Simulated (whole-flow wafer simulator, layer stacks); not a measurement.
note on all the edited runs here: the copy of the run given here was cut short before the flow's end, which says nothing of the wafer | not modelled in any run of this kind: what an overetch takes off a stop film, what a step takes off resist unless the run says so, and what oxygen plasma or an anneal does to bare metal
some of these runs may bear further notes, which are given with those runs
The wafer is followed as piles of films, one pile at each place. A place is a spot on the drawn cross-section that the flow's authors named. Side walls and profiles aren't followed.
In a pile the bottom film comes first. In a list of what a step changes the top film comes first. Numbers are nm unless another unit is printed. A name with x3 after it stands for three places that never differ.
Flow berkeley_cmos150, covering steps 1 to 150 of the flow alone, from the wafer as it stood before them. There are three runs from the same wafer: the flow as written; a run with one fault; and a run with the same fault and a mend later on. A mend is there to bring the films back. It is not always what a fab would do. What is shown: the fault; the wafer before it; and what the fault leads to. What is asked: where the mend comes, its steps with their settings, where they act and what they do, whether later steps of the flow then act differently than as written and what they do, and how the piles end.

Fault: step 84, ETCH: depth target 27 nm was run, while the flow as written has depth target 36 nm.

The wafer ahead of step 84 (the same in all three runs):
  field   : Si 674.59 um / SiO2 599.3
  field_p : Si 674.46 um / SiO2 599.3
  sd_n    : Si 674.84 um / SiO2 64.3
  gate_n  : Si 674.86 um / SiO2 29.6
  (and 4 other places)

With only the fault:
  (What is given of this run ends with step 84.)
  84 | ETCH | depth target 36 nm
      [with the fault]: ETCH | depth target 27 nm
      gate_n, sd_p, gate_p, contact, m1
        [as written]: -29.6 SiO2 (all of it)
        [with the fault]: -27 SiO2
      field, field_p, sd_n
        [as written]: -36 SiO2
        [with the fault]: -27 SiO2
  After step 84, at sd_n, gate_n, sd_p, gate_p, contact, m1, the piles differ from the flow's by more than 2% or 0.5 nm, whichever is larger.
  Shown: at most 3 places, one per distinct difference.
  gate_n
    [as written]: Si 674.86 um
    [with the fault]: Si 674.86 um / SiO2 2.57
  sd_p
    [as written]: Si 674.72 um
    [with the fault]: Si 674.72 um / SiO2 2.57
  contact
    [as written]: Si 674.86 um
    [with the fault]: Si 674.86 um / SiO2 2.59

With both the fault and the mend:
  After step 84 comes the mend.
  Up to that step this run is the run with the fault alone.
  84a | ETCH | depth target 8.907 nm (the flow's step 84 again, with other settings)
      gate_n, sd_p, gate_p, m1
        -2.57 SiO2 (all of it)
      field, field_p, sd_n
        -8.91 SiO2
      contact
        -2.59 SiO2 (all of it)
  Later steps of the flow that are run all act as written at every place that is followed, up to a difference of at most 2% or 0.5 nm, whichever is larger.
  The piles end only slightly different from the flow's at the places that both follow, by no more than 2% or 0.5 nm, whichever is larger.
